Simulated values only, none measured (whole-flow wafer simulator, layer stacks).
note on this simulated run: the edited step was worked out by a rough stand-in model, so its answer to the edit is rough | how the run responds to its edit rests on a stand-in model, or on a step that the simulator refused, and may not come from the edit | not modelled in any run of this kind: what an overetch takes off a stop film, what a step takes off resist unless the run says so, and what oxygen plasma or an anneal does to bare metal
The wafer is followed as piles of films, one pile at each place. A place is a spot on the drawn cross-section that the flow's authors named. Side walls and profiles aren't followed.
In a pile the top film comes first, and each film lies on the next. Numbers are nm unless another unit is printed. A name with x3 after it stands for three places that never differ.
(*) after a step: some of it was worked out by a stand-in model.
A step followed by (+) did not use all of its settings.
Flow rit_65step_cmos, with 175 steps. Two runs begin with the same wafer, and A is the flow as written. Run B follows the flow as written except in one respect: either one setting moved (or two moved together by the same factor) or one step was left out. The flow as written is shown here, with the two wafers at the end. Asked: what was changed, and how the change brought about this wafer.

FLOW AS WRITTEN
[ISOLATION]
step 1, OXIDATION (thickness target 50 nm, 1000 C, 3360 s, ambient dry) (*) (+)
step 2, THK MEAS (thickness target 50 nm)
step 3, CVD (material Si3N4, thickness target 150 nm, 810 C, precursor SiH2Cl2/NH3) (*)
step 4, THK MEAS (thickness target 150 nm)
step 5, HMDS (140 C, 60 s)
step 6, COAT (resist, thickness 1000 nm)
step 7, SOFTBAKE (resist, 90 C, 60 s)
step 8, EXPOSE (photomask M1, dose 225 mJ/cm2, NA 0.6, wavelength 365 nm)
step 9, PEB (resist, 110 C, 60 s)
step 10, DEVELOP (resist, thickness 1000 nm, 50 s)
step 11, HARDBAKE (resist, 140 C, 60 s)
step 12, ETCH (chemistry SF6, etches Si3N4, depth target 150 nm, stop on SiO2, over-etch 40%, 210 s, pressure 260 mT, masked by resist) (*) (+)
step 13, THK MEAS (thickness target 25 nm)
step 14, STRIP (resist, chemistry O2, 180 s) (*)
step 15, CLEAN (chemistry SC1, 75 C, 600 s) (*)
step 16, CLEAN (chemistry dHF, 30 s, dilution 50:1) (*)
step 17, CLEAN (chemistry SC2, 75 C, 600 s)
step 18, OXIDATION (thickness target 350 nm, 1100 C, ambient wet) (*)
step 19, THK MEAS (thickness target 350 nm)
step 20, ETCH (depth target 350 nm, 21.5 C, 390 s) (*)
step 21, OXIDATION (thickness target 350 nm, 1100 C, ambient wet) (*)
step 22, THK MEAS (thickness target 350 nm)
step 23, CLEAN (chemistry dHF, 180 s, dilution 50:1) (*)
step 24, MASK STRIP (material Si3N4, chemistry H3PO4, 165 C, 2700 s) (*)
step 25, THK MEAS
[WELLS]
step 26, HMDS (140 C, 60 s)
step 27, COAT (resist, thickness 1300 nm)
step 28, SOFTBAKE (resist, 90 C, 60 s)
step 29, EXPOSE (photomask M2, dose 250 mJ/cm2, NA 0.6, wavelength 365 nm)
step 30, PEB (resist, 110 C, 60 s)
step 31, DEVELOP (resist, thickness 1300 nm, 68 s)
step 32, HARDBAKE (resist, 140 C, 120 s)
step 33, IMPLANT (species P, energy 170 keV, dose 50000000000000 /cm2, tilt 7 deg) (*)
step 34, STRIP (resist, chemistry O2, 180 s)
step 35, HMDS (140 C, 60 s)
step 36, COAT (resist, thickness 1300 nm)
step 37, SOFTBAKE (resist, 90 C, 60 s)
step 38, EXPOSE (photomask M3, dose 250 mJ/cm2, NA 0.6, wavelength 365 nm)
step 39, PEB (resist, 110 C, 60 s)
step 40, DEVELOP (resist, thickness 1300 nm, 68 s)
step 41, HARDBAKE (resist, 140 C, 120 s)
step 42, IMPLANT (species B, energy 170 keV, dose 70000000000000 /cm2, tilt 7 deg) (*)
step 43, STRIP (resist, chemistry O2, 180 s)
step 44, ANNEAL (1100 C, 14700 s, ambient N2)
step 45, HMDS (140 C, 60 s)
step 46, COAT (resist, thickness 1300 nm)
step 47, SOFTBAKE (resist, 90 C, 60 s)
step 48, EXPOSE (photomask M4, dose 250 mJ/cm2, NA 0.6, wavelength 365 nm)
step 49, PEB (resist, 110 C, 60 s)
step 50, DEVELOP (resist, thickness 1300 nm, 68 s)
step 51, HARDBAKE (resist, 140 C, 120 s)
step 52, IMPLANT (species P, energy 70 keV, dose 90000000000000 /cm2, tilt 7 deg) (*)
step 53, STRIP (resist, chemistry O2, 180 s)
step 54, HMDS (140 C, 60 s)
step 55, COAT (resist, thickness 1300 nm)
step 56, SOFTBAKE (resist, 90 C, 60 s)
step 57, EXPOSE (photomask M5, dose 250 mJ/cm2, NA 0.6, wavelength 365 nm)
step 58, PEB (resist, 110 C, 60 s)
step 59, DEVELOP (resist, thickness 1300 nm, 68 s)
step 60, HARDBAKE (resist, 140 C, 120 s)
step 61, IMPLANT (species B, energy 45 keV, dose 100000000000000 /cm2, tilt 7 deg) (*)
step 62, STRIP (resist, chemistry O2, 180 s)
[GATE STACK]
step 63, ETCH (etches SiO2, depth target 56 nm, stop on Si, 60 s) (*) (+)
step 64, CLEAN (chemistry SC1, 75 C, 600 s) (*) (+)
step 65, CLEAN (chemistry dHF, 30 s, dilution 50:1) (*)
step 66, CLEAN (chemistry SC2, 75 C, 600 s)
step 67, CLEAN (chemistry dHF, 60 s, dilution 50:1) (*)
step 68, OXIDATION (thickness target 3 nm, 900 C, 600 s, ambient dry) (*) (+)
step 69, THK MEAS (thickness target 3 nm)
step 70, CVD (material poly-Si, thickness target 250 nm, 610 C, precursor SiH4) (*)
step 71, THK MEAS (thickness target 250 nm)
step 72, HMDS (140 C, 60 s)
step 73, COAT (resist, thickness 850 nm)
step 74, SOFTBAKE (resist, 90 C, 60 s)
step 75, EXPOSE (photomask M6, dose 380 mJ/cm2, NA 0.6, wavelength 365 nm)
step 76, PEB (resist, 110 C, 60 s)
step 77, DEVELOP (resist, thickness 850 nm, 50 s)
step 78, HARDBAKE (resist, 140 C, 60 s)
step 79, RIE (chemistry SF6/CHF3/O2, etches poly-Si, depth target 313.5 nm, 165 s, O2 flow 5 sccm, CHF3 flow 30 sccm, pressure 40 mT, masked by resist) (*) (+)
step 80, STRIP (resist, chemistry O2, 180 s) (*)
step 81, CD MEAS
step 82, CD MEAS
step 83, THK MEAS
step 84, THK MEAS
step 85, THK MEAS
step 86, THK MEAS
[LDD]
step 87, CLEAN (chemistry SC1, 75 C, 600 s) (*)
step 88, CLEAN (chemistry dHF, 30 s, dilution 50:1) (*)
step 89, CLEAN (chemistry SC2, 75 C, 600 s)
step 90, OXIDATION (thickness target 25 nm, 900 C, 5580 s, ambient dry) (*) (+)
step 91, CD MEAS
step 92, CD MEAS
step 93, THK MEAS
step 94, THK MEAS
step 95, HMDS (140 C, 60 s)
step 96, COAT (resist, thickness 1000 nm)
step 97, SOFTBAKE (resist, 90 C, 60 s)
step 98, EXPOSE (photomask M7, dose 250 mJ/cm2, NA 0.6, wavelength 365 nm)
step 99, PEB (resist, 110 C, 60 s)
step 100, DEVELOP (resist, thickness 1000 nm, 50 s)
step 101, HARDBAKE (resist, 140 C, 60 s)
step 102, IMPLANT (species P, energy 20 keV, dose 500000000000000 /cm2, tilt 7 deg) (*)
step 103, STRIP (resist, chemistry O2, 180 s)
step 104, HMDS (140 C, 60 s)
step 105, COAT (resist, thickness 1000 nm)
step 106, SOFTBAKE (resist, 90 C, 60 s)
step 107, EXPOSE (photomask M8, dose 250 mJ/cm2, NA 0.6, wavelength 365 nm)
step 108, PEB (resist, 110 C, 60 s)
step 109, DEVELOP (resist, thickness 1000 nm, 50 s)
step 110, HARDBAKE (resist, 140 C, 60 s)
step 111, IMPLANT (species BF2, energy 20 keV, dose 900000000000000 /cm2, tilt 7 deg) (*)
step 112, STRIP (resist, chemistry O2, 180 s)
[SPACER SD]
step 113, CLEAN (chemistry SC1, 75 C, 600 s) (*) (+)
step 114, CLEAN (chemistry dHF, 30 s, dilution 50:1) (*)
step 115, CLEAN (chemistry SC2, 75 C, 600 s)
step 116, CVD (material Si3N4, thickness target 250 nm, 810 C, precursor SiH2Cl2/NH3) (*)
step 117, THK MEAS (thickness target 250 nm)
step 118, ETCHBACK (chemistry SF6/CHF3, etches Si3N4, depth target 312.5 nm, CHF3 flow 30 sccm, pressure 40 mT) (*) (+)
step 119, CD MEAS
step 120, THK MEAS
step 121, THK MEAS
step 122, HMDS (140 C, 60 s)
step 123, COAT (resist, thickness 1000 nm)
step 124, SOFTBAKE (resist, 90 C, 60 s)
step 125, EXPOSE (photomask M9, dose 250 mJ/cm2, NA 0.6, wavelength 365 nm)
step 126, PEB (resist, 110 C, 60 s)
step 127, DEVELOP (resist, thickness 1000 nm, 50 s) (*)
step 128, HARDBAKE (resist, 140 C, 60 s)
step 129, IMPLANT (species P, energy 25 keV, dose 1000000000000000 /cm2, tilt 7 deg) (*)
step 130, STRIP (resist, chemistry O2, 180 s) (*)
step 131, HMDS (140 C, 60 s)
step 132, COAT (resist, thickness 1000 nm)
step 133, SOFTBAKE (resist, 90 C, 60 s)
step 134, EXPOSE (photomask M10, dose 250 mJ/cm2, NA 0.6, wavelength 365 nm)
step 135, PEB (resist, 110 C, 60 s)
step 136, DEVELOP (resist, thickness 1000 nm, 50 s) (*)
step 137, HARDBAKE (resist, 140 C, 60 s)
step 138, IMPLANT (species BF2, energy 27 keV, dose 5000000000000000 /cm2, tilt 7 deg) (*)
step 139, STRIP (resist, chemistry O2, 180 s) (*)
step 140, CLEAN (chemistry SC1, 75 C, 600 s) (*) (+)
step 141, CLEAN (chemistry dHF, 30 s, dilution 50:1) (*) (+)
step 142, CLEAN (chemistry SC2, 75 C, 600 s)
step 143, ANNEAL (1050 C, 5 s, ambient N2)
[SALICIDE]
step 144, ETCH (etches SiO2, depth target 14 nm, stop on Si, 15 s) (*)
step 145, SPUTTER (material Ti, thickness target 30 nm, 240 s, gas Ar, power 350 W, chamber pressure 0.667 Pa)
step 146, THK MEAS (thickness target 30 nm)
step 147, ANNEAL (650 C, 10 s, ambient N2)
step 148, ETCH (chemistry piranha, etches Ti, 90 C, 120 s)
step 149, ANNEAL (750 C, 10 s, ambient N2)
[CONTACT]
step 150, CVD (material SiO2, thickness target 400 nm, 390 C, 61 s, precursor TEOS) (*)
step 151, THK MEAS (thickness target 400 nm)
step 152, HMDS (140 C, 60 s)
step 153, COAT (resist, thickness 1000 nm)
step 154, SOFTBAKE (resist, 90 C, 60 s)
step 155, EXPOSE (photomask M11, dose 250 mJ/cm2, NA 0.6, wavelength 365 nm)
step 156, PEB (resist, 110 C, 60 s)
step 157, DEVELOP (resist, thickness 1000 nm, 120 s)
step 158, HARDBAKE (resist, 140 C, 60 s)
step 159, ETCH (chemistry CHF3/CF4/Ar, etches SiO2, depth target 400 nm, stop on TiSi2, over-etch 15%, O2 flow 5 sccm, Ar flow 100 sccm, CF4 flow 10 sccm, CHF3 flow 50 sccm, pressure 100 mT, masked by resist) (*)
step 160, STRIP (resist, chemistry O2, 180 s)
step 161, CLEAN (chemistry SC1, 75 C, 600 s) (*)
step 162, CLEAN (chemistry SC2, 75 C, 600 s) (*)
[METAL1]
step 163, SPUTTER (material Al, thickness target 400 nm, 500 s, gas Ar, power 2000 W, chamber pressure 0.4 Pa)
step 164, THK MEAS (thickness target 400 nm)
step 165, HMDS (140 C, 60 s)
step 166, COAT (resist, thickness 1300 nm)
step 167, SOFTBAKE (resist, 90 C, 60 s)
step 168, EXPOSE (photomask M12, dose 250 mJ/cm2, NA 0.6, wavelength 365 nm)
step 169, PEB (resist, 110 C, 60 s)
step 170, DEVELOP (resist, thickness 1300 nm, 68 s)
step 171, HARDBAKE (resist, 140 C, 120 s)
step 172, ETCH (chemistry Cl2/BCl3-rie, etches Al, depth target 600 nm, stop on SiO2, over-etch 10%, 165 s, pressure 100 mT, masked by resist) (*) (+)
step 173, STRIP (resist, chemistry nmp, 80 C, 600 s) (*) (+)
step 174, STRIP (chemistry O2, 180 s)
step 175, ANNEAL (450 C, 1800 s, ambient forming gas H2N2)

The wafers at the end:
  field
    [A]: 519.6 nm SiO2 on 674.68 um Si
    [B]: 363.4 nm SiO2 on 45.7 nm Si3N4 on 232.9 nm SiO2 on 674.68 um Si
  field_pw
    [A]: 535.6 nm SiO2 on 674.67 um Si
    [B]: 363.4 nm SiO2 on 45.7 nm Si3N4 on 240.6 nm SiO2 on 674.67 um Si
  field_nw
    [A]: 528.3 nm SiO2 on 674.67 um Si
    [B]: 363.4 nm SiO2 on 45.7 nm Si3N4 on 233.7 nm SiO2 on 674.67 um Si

Cause: step 118, ETCHBACK: depth target 203.1 nm was run, while the flow as written has depth target 312.5 nm.

How this came from the change, step by step:
  step 118, ETCHBACK (chemistry SF6/CHF3, etches Si3N4, depth target 312.5 nm, CHF3 flow 30 sccm, pressure 40 mT) (*) (+)
      field, field_pw, field_nw, field_p: A Si3N4 loses 250 (all of it), SiO2 loses 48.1 | B Si3N4 loses 203.1
      gate_n: A Si3N4 loses 250 (all of it), SiO2 loses 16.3 (all of it), poly-Si loses 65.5 | B Si3N4 loses 203.1
      (as well as at 1 more place)
  step 123, COAT (resist, thickness 1000 nm)
      field: A resist gains 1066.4 (new film) | B resist gains 1044.1 (new film)
      field_p: A resist gains 1073.5 (new film) | B resist gains 1051.2 (new film)
      (as well as at 4 more places)
  step 126, PEB (resist, 110 C, 60 s)
      gate_n, gate_p: A resist loses 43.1 | B resist loses 40.1
      field: A resist loses 55.6 | B resist loses 54.3
      (as well as at 3 more places)
  step 127, DEVELOP (resist, thickness 1000 nm, 50 s) (*)
      field: A resist loses 1010.9 (all of it) | B resist loses 989.9 (all of it)
      gate_n: A resist loses 791.9 (all of it) | B resist loses 739.2 (all of it)
      (as well as at 1 more place)
  step 128, HARDBAKE (resist, 140 C, 60 s)
      field_nw: A resist loses 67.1 | B resist loses 65.7
      field_p: A resist loses 68.8 | B resist loses 67.2
      (as well as at 2 more places)
  step 130, STRIP (resist, chemistry O2, 180 s) (*)
      gate_n: A chemical SiO2 gains 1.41 (new film), poly-Si loses 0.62 | B nothing
      gate_p: A chemical SiO2 gains 1.31 (new film), resist loses 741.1 (all of it), poly-Si loses 0.58 | B resist loses 691.6 (all of it)
      (as well as at 2 more places)
  step 132, COAT (resist, thickness 1000 nm)
      field: A resist gains 1067 (new film) | B resist gains 1044.1 (new film)
      field_p: A resist gains 1074 (new film) | B resist gains 1051.2 (new film)
      (as well as at 4 more places)
  step 135, PEB (resist, 110 C, 60 s)
      gate_n, gate_p: A resist loses 43.1 | B resist loses 40.1
      spacer, spacer_p: A resist loses 42 | B resist loses 40
      (as well as at 2 more places)
  step 136, DEVELOP (resist, thickness 1000 nm, 50 s) (*)
      field_p: A resist loses 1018 (all of it) | B resist loses 996.5 (all of it)
      gate_p: A resist loses 792.8 (all of it) | B resist loses 739.4 (all of it)
      (as well as at 1 more place)
  step 137, HARDBAKE (resist, 140 C, 60 s)
      field: A resist loses 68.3 | B resist loses 66.3
      field_nw: A resist loses 67.1 | B resist loses 65.7
      (as well as at 2 more places)
  step 139, STRIP (resist, chemistry O2, 180 s) (*)
      gate_n: A resist loses 740 (all of it), chemical SiO2 gains 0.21, poly-Si loses 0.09 | B resist loses 691.3 (all of it)
      field: A resist loses 943.1 (all of it) | B resist loses 923.5 (all of it)
      (as well as at 1 more place)
  step 140, CLEAN (chemistry SC1, 75 C, 600 s) (*) (+)
      field, field_pw, field_nw, field_p: A SiO2 loses 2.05 | B Si3N4 loses 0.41
      gate_n, gate_p: A chemical SiO2 loses 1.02, poly-Si loses 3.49 | B Si3N4 loses 0.41
  step 141, CLEAN (chemistry dHF, 30 s, dilution 50:1) (*) (+)
      field, field_p: A SiO2 loses 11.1 | B Si3N4 loses 0.43
      field_pw, field_nw: A SiO2 loses 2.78 | B Si3N4 loses 0.43
      (as well as at 2 more places)
  step 144, ETCH (etches SiO2, depth target 14 nm, stop on Si, 15 s) (*)
      field, field_pw, field_nw, field_p: A SiO2 loses 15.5 | B Si3N4 loses 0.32
  step 145, SPUTTER (material Ti, thickness target 30 nm, 240 s, gas Ar, power 350 W, chamber pressure 0.667 Pa)
      gate_n: A Ti gains 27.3 (new film) | B Ti gains 30 (new film)
      gate_p: A Ti gains 27.2 (new film) | B Ti gains 30 (new film)
  step 147, ANNEAL (650 C, 10 s, ambient N2)
      gate_n: A Ti loses 21.3, TiSi first gains 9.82 (new film), TiSi2 C49 gains 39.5 (new film), poly-Si loses 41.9 | B nothing
      gate_p: A Ti loses 21.2, TiSi first gains 9.56 (new film), TiSi2 C49 gains 39.6 (new film), poly-Si loses 41.9 | B nothing
  ... 9 other steps ...
  step 170, DEVELOP (resist, thickness 1300 nm, 68 s)
      field: A resist loses 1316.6 (all of it) | B resist loses 1271.6 (all of it)
      field_pw: A resist loses 1285.5 (all of it) | B resist loses 1259.5 (all of it)
      (as well as at 6 more places)
